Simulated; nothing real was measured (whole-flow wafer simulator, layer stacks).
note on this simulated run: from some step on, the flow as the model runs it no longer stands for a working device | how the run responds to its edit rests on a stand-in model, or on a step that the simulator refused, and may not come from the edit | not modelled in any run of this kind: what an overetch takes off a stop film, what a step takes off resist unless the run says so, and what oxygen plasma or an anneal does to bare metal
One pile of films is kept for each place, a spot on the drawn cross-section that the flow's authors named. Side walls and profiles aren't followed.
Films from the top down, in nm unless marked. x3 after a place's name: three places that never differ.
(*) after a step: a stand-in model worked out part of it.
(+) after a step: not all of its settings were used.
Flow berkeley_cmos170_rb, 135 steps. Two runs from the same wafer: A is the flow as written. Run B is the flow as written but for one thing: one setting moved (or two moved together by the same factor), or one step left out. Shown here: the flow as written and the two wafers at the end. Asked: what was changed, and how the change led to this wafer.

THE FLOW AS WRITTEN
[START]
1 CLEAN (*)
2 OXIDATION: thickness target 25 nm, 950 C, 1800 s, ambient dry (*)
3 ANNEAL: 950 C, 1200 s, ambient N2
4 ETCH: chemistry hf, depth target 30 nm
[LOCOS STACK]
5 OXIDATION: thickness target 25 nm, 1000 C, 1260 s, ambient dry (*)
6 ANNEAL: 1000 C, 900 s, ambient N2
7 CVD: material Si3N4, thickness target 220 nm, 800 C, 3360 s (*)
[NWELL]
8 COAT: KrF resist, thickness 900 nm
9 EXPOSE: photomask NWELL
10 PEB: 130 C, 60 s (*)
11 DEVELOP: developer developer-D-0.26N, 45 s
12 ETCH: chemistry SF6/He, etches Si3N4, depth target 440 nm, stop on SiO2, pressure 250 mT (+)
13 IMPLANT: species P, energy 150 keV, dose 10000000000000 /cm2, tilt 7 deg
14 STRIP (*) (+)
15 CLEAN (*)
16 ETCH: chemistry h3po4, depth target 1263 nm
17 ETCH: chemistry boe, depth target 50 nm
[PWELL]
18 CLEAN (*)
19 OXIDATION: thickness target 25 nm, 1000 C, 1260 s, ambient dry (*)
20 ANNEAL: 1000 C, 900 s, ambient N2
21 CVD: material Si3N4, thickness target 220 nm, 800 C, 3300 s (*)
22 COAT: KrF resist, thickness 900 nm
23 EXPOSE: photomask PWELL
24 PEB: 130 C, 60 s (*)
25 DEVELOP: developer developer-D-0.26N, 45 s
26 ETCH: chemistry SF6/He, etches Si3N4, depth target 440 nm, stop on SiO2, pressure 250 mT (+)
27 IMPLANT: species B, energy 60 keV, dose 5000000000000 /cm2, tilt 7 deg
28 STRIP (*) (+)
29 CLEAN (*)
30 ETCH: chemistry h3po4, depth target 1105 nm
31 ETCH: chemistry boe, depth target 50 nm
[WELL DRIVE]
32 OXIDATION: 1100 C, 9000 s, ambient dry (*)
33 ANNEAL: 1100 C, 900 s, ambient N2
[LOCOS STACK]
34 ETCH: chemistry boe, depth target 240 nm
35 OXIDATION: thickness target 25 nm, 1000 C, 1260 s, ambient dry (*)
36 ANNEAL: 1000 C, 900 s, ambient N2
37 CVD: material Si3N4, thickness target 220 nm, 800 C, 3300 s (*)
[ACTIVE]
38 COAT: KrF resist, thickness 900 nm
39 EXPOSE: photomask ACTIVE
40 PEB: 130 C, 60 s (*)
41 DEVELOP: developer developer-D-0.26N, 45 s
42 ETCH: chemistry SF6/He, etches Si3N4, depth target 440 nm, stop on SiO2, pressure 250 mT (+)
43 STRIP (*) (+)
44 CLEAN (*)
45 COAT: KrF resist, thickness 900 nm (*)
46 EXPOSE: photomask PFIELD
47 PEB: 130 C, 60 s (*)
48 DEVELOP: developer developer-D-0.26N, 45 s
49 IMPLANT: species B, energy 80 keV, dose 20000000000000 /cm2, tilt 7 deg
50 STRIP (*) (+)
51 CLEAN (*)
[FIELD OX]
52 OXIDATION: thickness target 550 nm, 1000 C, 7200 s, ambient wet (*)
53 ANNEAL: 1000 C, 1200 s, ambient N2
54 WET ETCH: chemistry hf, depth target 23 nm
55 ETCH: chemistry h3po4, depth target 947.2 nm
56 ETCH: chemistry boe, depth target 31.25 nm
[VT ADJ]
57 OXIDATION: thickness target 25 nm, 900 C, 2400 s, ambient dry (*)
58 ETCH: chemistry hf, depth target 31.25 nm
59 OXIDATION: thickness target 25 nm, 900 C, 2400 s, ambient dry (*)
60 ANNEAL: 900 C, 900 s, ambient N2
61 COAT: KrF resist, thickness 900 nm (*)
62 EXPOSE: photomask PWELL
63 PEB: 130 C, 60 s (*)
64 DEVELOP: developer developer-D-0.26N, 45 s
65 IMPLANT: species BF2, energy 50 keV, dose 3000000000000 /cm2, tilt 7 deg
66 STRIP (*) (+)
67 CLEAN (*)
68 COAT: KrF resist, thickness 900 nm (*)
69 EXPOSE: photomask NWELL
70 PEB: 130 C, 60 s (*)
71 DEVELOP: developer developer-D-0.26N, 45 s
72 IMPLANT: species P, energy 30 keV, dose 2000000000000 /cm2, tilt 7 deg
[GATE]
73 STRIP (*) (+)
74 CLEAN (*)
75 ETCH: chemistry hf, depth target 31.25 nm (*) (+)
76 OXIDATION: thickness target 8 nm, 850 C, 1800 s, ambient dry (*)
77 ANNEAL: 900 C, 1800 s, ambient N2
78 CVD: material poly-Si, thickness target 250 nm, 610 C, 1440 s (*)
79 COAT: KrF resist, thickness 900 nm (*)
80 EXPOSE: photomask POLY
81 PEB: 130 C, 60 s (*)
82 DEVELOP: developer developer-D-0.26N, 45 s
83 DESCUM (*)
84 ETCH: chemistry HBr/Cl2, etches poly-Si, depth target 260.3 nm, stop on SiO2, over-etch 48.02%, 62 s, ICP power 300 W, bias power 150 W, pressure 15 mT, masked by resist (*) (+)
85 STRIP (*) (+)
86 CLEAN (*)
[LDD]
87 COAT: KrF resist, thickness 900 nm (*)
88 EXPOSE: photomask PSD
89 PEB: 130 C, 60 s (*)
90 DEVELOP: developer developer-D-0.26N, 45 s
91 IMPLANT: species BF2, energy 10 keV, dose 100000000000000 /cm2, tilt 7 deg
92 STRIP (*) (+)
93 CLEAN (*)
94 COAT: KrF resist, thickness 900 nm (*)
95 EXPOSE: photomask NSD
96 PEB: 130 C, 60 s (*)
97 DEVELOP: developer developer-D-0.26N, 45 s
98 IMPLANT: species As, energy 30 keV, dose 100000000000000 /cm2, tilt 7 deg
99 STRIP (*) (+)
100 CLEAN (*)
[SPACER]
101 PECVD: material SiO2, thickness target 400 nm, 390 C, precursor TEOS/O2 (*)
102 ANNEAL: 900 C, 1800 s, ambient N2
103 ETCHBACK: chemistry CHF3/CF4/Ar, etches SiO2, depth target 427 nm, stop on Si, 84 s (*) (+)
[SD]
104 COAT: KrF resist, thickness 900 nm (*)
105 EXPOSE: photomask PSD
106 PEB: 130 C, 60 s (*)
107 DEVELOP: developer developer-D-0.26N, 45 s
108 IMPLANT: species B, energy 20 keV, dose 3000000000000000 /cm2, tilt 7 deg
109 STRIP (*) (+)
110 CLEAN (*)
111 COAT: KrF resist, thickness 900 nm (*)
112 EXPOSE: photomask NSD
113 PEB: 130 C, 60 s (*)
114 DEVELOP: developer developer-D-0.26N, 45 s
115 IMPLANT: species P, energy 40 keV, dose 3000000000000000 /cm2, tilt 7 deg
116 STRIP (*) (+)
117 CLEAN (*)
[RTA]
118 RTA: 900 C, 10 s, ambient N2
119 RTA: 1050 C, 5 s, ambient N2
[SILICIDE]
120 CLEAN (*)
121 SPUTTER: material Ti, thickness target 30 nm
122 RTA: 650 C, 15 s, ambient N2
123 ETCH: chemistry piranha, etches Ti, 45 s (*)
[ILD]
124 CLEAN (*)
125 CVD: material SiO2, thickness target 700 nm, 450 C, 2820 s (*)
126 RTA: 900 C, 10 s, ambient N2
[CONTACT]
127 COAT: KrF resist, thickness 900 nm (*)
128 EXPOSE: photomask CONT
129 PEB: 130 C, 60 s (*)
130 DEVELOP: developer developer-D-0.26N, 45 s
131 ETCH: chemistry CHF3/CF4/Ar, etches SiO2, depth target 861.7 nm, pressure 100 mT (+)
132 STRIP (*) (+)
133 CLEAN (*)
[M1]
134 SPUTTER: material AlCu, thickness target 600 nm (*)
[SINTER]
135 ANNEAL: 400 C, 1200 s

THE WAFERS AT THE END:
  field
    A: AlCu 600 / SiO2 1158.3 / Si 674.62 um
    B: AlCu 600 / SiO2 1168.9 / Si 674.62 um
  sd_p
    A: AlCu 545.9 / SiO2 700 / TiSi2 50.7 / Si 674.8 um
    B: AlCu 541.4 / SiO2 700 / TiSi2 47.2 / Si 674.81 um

The cause: step 58, ETCH: depth target 20.56 nm was run, where the flow has depth target 31.25 nm.

How the change led to this, step by step:
  58 ETCH: chemistry hf, depth target 31.25 nm
      field: A SiO2 -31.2 | B SiO2 -20.6
  121 SPUTTER: material Ti, thickness target 30 nm
      sd_p: A Ti +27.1 (new film) | B Ti +25.3 (new film)
  122 RTA: 650 C, 15 s, ambient N2
      sd_p: A Ti -21.1, TiSi first +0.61 (new film), TiSi2 C49 +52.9 (new film), Si -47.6 | B Ti -19.7, TiSi2 C49 +50.2 (new film), Si -44.8
  126 RTA: 900 C, 10 s, ambient N2
      sd_p: A under 1 film: TiSi2 +50.7 (new film), TiSi first -0.61 (all of it), TiSi2 C49 -52.9 (all of it), Si -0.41 | B under 1 film: TiSi2 +47.2 (new film), TiSi2 C49 -50.2 (all of it)
